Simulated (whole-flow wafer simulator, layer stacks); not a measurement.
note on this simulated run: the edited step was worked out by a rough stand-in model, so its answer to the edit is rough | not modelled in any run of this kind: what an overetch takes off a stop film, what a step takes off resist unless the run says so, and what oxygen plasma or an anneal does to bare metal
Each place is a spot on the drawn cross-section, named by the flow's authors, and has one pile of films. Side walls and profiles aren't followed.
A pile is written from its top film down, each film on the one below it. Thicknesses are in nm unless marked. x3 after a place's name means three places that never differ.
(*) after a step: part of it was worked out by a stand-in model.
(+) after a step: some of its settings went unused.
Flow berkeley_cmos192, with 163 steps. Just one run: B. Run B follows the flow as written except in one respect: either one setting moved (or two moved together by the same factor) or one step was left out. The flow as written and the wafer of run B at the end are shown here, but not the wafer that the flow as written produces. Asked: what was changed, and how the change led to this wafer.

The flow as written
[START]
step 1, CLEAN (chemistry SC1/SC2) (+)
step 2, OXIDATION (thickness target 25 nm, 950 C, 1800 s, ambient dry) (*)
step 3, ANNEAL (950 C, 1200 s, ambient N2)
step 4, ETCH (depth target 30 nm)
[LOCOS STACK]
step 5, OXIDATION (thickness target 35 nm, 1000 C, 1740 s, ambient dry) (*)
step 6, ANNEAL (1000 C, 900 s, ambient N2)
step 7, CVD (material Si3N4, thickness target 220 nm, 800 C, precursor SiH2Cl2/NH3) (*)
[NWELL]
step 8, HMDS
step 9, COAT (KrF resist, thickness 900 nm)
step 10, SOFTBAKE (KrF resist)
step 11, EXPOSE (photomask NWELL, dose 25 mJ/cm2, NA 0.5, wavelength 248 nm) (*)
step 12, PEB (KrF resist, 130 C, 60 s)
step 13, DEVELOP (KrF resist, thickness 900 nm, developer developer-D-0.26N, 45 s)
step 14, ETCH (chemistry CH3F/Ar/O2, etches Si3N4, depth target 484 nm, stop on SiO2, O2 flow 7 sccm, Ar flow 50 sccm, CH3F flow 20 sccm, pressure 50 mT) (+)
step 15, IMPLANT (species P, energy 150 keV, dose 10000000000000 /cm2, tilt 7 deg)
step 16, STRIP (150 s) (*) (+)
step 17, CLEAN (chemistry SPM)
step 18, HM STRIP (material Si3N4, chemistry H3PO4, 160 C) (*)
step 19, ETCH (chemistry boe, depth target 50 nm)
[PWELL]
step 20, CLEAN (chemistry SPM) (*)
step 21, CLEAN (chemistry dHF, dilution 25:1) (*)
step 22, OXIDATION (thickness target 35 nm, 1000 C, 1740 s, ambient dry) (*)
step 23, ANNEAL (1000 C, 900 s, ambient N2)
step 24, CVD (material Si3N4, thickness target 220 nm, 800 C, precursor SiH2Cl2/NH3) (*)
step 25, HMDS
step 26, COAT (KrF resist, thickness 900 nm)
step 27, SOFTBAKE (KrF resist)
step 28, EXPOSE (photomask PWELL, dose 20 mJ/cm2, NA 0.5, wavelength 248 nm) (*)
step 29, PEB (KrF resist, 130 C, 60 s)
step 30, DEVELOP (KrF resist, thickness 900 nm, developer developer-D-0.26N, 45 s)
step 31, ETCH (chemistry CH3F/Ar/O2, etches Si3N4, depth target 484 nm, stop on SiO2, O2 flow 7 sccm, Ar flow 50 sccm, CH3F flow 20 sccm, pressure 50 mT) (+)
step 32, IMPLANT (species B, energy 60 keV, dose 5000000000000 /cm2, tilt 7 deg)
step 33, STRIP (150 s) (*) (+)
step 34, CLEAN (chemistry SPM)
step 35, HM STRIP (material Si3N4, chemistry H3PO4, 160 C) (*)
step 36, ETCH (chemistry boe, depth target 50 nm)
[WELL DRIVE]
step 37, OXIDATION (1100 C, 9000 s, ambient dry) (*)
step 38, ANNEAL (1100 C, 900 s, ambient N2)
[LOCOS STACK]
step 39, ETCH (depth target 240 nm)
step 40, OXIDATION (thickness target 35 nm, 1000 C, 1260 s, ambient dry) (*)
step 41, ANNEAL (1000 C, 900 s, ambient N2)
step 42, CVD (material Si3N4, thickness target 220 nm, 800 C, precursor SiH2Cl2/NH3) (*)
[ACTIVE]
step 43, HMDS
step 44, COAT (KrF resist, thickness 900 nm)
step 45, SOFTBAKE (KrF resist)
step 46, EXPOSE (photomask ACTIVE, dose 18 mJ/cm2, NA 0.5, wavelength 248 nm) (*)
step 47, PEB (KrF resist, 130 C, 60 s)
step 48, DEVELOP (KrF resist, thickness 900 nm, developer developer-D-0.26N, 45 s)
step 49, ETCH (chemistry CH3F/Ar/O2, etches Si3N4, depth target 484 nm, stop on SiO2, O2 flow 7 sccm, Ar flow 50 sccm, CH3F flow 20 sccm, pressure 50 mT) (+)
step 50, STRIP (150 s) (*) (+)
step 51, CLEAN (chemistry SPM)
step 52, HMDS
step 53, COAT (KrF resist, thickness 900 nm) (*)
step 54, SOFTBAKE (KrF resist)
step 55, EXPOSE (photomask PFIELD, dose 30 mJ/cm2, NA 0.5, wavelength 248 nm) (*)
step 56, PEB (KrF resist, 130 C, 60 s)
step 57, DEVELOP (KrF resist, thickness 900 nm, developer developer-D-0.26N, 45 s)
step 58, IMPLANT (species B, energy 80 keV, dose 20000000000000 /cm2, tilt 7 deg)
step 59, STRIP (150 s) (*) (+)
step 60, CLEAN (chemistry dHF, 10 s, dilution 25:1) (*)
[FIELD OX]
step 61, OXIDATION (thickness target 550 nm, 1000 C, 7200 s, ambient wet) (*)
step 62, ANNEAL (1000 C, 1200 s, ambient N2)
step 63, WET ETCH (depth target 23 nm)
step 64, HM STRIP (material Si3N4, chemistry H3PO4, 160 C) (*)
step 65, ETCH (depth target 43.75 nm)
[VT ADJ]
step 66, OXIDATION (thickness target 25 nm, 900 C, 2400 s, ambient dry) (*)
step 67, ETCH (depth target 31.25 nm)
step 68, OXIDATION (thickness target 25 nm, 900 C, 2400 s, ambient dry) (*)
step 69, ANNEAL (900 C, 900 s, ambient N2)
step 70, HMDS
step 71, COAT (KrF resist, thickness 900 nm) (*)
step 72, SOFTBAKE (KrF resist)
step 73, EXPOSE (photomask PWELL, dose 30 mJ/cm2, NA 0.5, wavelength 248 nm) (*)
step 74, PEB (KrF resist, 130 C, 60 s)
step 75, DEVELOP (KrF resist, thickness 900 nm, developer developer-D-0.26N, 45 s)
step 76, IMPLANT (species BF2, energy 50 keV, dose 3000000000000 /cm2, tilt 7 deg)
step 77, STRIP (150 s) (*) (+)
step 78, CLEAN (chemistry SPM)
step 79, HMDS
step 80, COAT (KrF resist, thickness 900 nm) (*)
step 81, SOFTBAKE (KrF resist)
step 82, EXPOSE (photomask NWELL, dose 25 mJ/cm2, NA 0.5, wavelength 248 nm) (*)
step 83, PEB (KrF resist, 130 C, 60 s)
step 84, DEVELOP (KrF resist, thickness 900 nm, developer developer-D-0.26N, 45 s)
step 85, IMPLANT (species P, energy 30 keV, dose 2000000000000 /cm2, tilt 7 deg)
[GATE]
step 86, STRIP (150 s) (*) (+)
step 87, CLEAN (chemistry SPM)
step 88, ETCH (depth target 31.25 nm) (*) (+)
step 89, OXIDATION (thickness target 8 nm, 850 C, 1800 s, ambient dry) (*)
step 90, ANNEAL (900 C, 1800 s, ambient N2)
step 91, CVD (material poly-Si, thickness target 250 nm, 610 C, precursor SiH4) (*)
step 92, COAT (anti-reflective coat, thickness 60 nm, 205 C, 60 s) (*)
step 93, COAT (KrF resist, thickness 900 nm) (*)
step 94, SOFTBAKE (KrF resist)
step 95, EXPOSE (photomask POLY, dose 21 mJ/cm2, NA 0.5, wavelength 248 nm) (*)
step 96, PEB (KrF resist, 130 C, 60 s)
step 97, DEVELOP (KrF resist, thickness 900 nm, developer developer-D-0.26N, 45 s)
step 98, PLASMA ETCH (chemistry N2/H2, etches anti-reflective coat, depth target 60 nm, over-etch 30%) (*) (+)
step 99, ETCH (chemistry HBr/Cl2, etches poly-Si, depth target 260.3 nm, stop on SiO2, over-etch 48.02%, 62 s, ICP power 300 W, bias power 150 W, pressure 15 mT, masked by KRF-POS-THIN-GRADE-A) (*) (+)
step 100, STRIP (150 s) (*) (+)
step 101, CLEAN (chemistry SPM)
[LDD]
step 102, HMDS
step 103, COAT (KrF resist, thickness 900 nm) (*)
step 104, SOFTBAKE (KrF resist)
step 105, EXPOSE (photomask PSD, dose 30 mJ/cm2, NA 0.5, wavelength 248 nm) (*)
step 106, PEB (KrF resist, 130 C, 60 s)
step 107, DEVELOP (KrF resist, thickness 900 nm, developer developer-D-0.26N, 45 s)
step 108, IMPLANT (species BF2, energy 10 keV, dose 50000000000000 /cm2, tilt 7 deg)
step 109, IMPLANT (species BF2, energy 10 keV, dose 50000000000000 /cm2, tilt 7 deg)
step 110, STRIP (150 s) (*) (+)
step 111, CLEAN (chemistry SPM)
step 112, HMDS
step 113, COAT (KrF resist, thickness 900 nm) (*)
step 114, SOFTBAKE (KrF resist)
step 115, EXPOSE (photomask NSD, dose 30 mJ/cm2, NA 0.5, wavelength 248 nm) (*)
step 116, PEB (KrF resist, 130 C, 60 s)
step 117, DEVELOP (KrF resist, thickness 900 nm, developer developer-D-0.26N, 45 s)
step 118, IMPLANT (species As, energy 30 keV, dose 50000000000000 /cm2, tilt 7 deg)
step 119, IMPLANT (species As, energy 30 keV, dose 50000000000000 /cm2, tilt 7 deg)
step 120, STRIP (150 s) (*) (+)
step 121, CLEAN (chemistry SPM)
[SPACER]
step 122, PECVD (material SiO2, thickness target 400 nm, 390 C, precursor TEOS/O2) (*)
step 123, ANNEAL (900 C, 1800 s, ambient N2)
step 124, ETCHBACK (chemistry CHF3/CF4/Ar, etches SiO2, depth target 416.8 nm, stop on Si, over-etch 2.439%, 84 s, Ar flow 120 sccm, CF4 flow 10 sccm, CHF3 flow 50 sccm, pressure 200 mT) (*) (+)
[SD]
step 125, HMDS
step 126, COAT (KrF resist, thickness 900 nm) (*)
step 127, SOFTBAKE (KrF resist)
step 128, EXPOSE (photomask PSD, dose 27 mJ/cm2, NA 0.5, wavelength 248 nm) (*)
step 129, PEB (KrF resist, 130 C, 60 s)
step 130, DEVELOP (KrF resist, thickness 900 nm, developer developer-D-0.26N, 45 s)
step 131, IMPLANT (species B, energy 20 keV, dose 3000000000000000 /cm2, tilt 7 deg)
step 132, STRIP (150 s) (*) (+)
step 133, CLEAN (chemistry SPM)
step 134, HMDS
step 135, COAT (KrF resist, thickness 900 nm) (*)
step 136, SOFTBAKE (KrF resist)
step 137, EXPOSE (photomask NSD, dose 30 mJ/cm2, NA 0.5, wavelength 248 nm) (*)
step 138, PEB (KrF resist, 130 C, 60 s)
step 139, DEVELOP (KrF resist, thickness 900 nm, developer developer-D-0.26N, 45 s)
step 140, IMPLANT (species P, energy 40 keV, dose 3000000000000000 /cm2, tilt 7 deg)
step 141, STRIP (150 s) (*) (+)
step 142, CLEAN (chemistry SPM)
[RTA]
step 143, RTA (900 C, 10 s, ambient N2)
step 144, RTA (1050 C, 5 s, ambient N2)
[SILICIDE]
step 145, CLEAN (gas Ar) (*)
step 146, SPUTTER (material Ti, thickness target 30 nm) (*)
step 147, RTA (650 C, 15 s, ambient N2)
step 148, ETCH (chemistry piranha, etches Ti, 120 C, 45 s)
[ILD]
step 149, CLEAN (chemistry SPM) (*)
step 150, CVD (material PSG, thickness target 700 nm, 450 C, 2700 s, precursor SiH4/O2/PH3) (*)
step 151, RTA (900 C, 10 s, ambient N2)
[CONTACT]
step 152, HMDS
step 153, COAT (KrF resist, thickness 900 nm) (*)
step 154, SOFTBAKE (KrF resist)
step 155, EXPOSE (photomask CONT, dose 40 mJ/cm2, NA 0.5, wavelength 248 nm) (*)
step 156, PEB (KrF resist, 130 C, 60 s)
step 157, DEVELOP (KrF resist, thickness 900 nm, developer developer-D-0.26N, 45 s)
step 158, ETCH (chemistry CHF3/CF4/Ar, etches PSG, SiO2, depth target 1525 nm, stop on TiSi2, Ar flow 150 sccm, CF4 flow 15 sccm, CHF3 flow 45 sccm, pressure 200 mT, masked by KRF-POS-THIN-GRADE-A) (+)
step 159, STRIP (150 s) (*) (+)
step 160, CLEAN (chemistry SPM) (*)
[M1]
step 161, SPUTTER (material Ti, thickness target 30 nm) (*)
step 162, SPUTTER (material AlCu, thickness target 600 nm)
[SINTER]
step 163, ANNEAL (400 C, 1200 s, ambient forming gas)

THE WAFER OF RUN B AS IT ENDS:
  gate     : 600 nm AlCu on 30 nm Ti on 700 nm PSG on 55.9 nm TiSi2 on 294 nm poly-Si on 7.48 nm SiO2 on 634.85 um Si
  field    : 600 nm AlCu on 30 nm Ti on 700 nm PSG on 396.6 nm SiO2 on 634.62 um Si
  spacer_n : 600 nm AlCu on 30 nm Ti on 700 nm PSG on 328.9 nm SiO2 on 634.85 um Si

The reason: step 91, CVD: thickness target 353 nm was run, while the flow as written has thickness target 250 nm.

How this came from the change, step by step:
  step 91, CVD (material poly-Si, thickness target 250 nm, 610 C, precursor SiH4) (*)
      field, sd_n, spacer_n and 6 more: +353 poly-Si (new film) (it would be, as written: +250 poly-Si (new film))
  step 92, COAT (anti-reflective coat, thickness 60 nm, 205 C, 60 s) (*)
      field: +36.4 anti-reflective coat (new film) (it would be, as written: +35.3 anti-reflective coat (new film))
      sd_n: +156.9 anti-reflective coat (new film) (it would be, as written: +152.4 anti-reflective coat (new film))
      (as well as at 1 more place)
  step 98, PLASMA ETCH (chemistry N2/H2, etches anti-reflective coat, depth target 60 nm, over-etch 30%) (*) (+)
      field: -36.4 anti-reflective coat (all of it), -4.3 poly-Si (it would be, as written: -35.3 anti-reflective coat (all of it), -4.18 poly-Si)
      sd_n: -156.9 anti-reflective coat (all of it), -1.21 poly-Si (it would be, as written: -152.4 anti-reflective coat (all of it), -1.17 poly-Si)
      (as well as at 1 more place)
  step 99, ETCH (chemistry HBr/Cl2, etches poly-Si, depth target 260.3 nm, stop on SiO2, over-etch 48.02%, 62 s, ICP power 300 W, bias power 150 W, pressure 15 mT, masked by KRF-POS-THIN-GRADE-A) (*) (+)
      spacer_n, spacer_p: -348.6 poly-Si (all of it), -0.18 SiO2 (it would be, as written: -245.8 poly-Si (all of it), -1.74 SiO2)
      field: -348.7 poly-Si (all of it), -0.18 SiO2 (it would be, as written: -245.8 poly-Si (all of it), -1.74 SiO2)
      (as well as at 4 more places)
  step 103, COAT (KrF resist, thickness 900 nm) (*)
      gate: +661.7 KrF resist (new film) (it would be, as written: +748 KrF resist (new film))
      gate_p: +657.8 KrF resist (new film) (it would be, as written: +744.1 KrF resist (new film))
  step 107, DEVELOP (KrF resist, thickness 900 nm, developer developer-D-0.26N, 45 s)
      gate_p: -656.8 KrF resist (all of it) (it would be, as written: -742.9 KrF resist (all of it))
  step 110, STRIP (150 s) (*) (+)
      gate: -646.5 KrF resist (all of it), +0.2 chemical SiO2, -0.09 poly-Si (it would be, as written: -732.7 KrF resist (all of it), +0.2 chemical SiO2, -0.09 poly-Si)
  step 113, COAT (KrF resist, thickness 900 nm) (*)
      gate: +661.6 KrF resist (new film) (it would be, as written: +747.9 KrF resist (new film))
      gate_p: +657.6 KrF resist (new film) (it would be, as written: +743.9 KrF resist (new film))
  step 117, DEVELOP (KrF resist, thickness 900 nm, developer developer-D-0.26N, 45 s)
      gate: -660.6 KrF resist (all of it) (it would be, as written: -746.8 KrF resist (all of it))
  step 120, STRIP (150 s) (*) (+)
      gate_p: -642.5 KrF resist (all of it), +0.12 chemical SiO2, -0.05 poly-Si (it would be, as written: -728.6 KrF resist (all of it), +0.12 chemical SiO2, -0.05 poly-Si)
  step 124, ETCHBACK (chemistry CHF3/CF4/Ar, etches SiO2, depth target 416.8 nm, stop on Si, over-etch 2.439%, 84 s, Ar flow 120 sccm, CF4 flow 10 sccm, CHF3 flow 50 sccm, pressure 200 mT) (*) (+)
      spacer_n: -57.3 SiO2 (it would be, as written: -160 SiO2)
      spacer_p: -57.3 SiO2 (it would be, as written: -159.9 SiO2)
  step 126, COAT (KrF resist, thickness 900 nm) (*)
      spacer_n: +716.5 KrF resist (new film) (it would be, as written: +791.6 KrF resist (new film))
      gate: +698.2 KrF resist (new film) (it would be, as written: +771.5 KrF resist (new film))
      (as well as at 2 more places)
  step 130, DEVELOP (KrF resist, thickness 900 nm, developer developer-D-0.26N, 45 s)
      spacer_p: -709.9 KrF resist (all of it) (it would be, as written: -784.6 KrF resist (all of it))
      gate_p: -691.4 KrF resist (all of it) (it would be, as written: -764.3 KrF resist (all of it))
  step 132, STRIP (150 s) (*) (+)
      spacer_n: -701.2 KrF resist (all of it) (it would be, as written: -776.1 KrF resist (all of it))
      gate: +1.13 chemical SiO2 (new film), -683 KrF resist (all of it), -0.5 poly-Si (it would be, as written: +1.13 chemical SiO2 (new film), -756.1 KrF resist (all of it), -0.5 poly-Si)
  step 135, COAT (KrF resist, thickness 900 nm) (*)
      spacer_n: +716.8 KrF resist (new film) (it would be, as written: +791.1 KrF resist (new film))
      gate: +697.8 KrF resist (new film) (it would be, as written: +770.3 KrF resist (new film))
      (as well as at 2 more places)
  step 139, DEVELOP (KrF resist, thickness 900 nm, developer developer-D-0.26N, 45 s)
      spacer_n: -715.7 KrF resist (all of it) (it would be, as written: -789.9 KrF resist (all of it))
      gate: -696.8 KrF resist (all of it) (it would be, as written: -769.1 KrF resist (all of it))
  ... 2 further steps ...
  step 159, STRIP (150 s) (*) (+)
      spacer_n: -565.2 KrF resist (all of it) (it would be, as written: -620.3 KrF resist (all of it))
      gate: -551.8 KrF resist (all of it) (it would be, as written: -600.1 KrF resist (all of it))
      (as well as at 3 more places)
